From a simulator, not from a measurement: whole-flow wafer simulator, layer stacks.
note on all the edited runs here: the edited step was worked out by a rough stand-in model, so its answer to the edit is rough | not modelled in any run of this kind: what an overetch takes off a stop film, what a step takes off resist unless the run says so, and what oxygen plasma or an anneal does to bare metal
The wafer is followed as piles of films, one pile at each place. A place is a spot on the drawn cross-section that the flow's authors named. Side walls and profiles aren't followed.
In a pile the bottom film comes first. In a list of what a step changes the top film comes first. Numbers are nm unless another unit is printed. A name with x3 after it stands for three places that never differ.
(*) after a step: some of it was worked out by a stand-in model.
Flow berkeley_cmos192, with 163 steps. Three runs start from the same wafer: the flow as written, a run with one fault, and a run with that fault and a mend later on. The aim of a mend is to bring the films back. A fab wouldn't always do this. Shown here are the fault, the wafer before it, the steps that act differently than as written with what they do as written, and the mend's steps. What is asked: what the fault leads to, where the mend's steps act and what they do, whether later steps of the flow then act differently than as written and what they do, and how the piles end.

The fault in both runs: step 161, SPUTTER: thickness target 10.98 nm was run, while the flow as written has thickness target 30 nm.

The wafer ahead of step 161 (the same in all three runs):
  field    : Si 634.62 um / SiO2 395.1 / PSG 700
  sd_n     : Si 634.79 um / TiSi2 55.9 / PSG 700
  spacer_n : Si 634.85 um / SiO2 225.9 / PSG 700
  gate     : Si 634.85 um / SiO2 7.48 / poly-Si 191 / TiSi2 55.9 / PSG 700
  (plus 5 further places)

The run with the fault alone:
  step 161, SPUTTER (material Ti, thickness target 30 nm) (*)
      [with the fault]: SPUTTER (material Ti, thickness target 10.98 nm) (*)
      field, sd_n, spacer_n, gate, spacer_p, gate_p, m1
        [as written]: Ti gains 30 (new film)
        [with the fault]: Ti gains 11 (new film)
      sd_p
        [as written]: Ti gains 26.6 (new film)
        [with the fault]: Ti gains 9.74 (new film)
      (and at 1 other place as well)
  Later steps of the flow that are run all act as written at every place that is followed, up to a difference of at most 2% or 0.5 nm, whichever is larger.
  By the end, the piles at field, sd_n, spacer_n and 6 more depart from the flow's by more than 2% or 0.5 nm, whichever is larger.
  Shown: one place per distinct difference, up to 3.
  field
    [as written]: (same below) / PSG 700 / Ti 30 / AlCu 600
    [with the fault]: (same below) / PSG 700 / Ti 11 / AlCu 600
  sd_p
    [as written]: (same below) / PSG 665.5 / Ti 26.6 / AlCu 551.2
    [with the fault]: (same below) / PSG 665.5 / Ti 9.74 / AlCu 552.2
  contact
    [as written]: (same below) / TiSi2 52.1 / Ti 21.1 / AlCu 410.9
    [with the fault]: (same below) / TiSi2 52.1 / Ti 7.72 / AlCu 413.9

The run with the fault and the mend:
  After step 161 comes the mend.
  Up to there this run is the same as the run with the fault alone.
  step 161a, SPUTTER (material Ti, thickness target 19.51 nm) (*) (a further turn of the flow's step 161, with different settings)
      field, sd_n, spacer_n, gate, spacer_p, gate_p, m1
        Ti gains 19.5
      sd_p
        Ti gains 17.3
      contact
        Ti gains 13.7
  Later steps of the flow that are run all act as written at every place that is followed, up to a difference of at most 2% or 0.5 nm, whichever is larger.
  At the end the piles are close to the flow's at the places that both follow, differing by at most 2% or 0.5 nm, whichever is larger.
